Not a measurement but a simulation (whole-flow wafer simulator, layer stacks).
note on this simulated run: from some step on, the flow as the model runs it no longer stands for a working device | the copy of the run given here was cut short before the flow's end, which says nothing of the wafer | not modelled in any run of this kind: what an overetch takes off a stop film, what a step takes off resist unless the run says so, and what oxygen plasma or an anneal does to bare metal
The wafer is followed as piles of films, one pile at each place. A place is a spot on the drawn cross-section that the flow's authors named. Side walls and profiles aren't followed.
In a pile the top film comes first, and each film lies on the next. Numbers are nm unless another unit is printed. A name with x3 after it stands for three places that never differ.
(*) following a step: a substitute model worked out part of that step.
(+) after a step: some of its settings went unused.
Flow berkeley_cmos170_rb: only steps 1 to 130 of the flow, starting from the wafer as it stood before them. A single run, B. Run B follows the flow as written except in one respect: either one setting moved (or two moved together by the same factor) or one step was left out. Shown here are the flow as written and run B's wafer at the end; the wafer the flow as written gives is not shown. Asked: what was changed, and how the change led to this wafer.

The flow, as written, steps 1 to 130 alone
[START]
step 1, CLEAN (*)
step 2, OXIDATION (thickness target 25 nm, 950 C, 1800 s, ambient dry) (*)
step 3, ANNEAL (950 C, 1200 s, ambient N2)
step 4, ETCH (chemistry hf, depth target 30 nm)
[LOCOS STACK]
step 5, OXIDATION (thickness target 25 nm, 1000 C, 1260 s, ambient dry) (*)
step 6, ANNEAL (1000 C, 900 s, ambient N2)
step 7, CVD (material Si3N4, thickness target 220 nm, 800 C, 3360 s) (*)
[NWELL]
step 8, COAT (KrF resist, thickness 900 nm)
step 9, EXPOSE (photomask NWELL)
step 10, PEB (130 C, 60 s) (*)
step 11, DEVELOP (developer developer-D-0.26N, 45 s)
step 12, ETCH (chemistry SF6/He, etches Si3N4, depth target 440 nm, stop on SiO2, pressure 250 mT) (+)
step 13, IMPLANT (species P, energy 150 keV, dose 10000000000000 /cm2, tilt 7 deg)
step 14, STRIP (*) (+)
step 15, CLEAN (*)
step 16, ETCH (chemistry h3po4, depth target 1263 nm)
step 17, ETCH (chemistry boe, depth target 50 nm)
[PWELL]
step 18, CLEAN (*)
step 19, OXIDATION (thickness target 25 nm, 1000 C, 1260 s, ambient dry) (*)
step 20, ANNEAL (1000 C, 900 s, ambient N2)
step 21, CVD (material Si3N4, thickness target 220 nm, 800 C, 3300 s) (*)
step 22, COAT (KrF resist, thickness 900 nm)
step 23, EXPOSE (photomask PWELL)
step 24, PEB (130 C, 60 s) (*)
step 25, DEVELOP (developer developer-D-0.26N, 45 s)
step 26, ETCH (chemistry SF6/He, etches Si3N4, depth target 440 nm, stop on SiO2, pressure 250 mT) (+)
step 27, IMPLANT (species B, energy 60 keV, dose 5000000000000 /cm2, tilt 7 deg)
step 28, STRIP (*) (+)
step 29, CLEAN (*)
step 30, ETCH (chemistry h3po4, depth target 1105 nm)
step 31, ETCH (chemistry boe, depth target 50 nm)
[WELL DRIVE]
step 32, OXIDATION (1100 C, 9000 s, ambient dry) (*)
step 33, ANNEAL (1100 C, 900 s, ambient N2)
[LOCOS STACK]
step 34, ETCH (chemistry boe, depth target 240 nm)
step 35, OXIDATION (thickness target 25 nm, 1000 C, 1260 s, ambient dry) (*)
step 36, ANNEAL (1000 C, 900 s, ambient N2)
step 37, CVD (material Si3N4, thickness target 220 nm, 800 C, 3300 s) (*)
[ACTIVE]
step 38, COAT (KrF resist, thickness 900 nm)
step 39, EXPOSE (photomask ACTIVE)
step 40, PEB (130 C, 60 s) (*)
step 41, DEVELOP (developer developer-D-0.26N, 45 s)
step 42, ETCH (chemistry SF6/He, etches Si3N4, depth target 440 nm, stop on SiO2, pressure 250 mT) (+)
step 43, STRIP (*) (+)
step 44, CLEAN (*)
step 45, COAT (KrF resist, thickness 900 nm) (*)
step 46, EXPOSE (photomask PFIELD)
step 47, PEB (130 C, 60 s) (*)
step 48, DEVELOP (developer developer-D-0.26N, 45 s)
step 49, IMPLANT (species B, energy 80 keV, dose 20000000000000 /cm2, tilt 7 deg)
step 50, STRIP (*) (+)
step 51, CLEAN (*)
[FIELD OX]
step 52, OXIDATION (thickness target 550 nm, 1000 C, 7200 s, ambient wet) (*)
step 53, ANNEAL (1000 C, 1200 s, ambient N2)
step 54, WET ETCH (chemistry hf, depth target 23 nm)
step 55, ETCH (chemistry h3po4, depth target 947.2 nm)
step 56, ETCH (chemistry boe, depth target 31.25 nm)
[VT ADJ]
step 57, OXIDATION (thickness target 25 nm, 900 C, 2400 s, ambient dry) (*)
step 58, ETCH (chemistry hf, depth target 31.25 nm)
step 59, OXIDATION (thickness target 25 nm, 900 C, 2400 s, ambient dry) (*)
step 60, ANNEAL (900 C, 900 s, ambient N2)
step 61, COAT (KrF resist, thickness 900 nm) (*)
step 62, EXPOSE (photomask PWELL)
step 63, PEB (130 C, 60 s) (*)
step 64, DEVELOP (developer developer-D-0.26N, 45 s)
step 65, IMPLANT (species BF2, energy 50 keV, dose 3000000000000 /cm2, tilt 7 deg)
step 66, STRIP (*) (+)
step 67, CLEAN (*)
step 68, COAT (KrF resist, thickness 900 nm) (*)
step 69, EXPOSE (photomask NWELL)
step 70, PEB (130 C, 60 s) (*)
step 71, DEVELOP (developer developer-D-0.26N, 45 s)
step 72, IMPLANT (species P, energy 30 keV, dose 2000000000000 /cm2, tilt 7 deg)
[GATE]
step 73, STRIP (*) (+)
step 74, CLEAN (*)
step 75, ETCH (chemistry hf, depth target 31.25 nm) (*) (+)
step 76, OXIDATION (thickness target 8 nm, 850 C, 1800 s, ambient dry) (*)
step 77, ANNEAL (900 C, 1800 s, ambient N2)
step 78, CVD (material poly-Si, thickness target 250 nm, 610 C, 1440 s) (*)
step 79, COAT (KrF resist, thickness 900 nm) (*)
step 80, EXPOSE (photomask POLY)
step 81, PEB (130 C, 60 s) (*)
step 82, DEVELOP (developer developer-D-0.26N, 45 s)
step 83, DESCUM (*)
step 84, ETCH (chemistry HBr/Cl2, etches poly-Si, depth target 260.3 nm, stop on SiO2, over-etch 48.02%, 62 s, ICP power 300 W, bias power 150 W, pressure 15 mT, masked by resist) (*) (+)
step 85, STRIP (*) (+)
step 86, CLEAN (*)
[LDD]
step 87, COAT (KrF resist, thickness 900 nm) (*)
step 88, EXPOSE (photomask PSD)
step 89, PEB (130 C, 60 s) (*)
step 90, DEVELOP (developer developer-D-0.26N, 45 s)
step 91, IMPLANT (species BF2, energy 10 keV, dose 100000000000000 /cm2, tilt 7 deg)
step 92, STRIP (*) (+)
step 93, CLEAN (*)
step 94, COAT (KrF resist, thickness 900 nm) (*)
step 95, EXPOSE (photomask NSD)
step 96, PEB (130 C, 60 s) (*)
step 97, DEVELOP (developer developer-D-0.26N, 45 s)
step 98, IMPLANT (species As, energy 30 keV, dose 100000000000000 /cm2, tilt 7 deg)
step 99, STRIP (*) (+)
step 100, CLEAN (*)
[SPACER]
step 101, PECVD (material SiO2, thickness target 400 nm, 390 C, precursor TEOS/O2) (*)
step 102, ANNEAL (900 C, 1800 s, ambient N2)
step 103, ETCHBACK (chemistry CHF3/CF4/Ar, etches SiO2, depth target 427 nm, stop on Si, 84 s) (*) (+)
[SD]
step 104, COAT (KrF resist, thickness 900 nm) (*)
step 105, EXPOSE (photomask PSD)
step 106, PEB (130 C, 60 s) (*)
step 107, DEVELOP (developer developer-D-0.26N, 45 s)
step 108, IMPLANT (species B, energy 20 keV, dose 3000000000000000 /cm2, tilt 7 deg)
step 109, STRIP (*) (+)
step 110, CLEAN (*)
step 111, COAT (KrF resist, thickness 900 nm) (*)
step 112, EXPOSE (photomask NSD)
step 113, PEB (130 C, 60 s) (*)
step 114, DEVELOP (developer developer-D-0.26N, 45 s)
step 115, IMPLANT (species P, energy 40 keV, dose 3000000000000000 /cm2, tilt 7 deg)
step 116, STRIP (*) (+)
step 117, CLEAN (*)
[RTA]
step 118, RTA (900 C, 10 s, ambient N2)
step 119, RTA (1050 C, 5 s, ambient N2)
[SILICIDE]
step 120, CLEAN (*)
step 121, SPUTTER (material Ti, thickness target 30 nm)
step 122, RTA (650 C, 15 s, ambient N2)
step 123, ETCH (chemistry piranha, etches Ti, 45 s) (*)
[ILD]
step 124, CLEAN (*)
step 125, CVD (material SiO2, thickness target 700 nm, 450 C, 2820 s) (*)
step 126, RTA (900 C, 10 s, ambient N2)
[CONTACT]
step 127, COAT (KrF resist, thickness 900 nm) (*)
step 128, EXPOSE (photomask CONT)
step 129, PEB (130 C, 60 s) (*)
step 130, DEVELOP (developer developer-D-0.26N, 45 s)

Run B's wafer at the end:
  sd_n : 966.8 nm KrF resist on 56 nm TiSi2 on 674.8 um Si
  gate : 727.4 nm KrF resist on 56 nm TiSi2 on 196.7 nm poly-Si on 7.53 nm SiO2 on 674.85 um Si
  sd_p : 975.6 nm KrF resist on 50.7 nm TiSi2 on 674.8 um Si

What caused this: step 125, CVD: material SiO2, thickness target 700 nm, 450 C, 2820 s (*), was not run.

The path from the change to this, step by step:
  step 127, COAT (KrF resist, thickness 900 nm) (*)
      field: KrF resist gains 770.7 (new film) (it would be, as written: KrF resist gains 804.9 (new film))
      sd_n: KrF resist gains 981 (new film) (it would be, as written: KrF resist gains 1010 (new film))
      (as well as at 7 more places)
  step 130, DEVELOP (developer developer-D-0.26N, 45 s)
      contact: KrF resist loses 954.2 (all of it) (it would be, as written: KrF resist loses 979.7 (all of it))
